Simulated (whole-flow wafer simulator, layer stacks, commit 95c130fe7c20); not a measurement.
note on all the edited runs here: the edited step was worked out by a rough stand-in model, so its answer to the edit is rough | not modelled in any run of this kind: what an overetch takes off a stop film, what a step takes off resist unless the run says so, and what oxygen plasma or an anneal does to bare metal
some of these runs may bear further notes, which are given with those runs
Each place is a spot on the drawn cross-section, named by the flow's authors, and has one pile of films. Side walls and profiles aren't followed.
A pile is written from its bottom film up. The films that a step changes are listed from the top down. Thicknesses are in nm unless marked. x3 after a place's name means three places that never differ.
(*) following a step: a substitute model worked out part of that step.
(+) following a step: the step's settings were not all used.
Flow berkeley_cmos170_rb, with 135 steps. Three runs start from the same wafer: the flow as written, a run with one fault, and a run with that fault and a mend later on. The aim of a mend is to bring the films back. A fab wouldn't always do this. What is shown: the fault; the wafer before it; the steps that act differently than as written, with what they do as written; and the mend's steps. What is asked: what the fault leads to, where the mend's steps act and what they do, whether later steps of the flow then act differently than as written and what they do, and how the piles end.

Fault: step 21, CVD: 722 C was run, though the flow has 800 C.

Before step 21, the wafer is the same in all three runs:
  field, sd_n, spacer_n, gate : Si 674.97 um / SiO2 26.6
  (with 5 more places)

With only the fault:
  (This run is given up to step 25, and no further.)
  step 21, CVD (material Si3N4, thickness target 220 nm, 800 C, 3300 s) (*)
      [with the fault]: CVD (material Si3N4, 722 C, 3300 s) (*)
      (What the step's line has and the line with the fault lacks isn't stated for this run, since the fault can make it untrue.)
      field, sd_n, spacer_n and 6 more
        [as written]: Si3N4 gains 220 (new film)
        [with the fault]: Si3N4 gains 57.5 (new film)
  Every later step of the flow up to step 25 that is run acts as written at every place that is followed.
  The piles after step 25 differ from the flow's at field, sd_n, spacer_n and 6 more by more than 2% or 0.5 nm, whichever is larger.
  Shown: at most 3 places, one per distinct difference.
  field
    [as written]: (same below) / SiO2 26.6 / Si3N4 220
    [with the fault]: (same below) / SiO2 26.6 / Si3N4 57.5
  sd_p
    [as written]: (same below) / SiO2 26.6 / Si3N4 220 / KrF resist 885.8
    [with the fault]: (same below) / SiO2 26.6 / Si3N4 57.5 / KrF resist 885.8

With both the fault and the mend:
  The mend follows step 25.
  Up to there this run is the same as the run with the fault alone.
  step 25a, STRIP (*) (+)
      sd_p, spacer_p, gate_p, m1
        KrF resist loses 885.8 (all of it)
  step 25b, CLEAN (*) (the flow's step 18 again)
      does not change any film at any place that is followed
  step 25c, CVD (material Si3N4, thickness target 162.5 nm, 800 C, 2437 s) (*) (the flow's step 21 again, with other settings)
      field, sd_n, spacer_n and 6 more
        Si3N4 gains 162.5
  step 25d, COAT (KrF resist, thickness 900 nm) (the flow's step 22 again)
      field, sd_n, spacer_n and 6 more
        KrF resist gains 900 (new film)
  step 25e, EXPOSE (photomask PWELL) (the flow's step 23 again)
      does not change any film at any place that is followed
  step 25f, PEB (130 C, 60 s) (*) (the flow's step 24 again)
      does not change any film at any place that is followed
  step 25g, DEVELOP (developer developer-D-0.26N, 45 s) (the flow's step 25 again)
      field, sd_n, spacer_n, gate, contact
        KrF resist loses 900 (all of it)
      sd_p, spacer_p, gate_p, m1
        KrF resist loses 14.2
  Every later step of the flow that is run acts as written, at every place that is followed, to within 2% or 0.5 nm, whichever is larger.
  The piles end the same as the flow's at every place that both follow.
